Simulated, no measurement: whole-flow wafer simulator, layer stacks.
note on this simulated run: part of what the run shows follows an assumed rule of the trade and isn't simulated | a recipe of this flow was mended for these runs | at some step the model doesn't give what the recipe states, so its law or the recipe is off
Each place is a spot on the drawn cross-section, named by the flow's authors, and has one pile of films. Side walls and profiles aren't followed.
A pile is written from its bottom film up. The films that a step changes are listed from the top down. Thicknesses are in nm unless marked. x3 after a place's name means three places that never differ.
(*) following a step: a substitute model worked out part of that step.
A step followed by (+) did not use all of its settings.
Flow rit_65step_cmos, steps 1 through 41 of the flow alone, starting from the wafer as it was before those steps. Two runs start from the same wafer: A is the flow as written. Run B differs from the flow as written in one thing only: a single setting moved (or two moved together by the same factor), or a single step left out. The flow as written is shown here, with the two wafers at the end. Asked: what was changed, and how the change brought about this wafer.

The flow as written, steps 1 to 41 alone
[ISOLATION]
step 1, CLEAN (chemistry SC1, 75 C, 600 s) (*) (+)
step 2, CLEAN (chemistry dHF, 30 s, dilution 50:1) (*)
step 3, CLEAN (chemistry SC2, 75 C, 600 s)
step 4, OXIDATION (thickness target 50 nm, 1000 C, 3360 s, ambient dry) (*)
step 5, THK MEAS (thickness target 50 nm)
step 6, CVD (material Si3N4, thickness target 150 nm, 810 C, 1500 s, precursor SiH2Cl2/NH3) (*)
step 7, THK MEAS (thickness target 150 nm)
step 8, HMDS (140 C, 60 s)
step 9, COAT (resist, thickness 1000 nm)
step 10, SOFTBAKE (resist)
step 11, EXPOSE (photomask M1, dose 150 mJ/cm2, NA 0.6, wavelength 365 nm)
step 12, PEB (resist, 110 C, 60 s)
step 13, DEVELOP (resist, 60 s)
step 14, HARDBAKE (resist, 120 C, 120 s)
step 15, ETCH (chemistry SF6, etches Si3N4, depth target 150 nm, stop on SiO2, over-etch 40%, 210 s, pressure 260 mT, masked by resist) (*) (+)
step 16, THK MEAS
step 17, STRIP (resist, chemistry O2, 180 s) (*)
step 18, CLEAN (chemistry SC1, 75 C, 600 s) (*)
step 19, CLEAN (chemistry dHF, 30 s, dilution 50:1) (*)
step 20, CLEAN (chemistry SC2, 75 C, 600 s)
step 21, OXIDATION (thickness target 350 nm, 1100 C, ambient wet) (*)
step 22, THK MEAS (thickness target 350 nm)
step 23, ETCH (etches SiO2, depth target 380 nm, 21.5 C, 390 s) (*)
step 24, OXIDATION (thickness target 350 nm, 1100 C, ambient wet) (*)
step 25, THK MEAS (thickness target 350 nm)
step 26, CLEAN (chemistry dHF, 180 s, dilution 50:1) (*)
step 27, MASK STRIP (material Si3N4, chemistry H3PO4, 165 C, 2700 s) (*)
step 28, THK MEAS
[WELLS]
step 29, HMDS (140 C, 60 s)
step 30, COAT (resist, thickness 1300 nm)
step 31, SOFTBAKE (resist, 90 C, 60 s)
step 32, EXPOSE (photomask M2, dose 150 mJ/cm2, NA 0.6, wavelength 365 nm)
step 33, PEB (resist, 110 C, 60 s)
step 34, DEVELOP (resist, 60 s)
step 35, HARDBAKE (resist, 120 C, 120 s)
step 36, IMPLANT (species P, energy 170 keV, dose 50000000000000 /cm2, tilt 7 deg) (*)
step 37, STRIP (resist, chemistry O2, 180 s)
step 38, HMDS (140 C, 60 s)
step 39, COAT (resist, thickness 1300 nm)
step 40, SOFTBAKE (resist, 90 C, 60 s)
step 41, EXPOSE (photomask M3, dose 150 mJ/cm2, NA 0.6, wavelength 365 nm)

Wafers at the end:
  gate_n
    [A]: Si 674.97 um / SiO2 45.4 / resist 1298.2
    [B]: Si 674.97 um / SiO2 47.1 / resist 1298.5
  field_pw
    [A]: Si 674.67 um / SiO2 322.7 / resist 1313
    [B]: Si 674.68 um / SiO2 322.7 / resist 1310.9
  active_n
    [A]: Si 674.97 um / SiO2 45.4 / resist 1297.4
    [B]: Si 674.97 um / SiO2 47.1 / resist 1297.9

Cause: step 6, CVD: thickness target 195 nm was run, while the flow as written has thickness target 150 nm; step 6, CVD: 1950 s was run, where the flow has 1500 s.

How this came from the change, step by step:
  step 6, CVD (material Si3N4, thickness target 150 nm, 810 C, 1500 s, precursor SiH2Cl2/NH3) (*)
      field, field_pw, field_nw and 11 more: A Si3N4 gains 150 (new film) | B Si3N4 gains 195 (new film)
  step 15, ETCH (chemistry SF6, etches Si3N4, depth target 150 nm, stop on SiO2, over-etch 40%, 210 s, pressure 260 mT, masked by resist) (*) (+)
      field, field_pw, field_nw, field_p: A Si3N4 loses 150 (all of it), SiO2 loses 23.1 | B Si3N4 loses 195 (all of it), SiO2 loses 5.77
  step 21, OXIDATION (thickness target 350 nm, 1100 C, ambient wet) (*)
      field, field_p: A SiO2 gains 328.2, Si loses 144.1 | B SiO2 gains 315.8, Si loses 138.7
      field_pw, field_nw: A SiO2 gains 332.2, Si loses 146.2 | B SiO2 gains 319.7, Si loses 140.6
  step 27, MASK STRIP (material Si3N4, chemistry H3PO4, 165 C, 2700 s) (*)
      active_n, active_p, gate_n and 7 more: A Si3N4 loses 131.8 (all of it), SiO2 loses 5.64 | B Si3N4 loses 176.8 (all of it), SiO2 loses 3.92
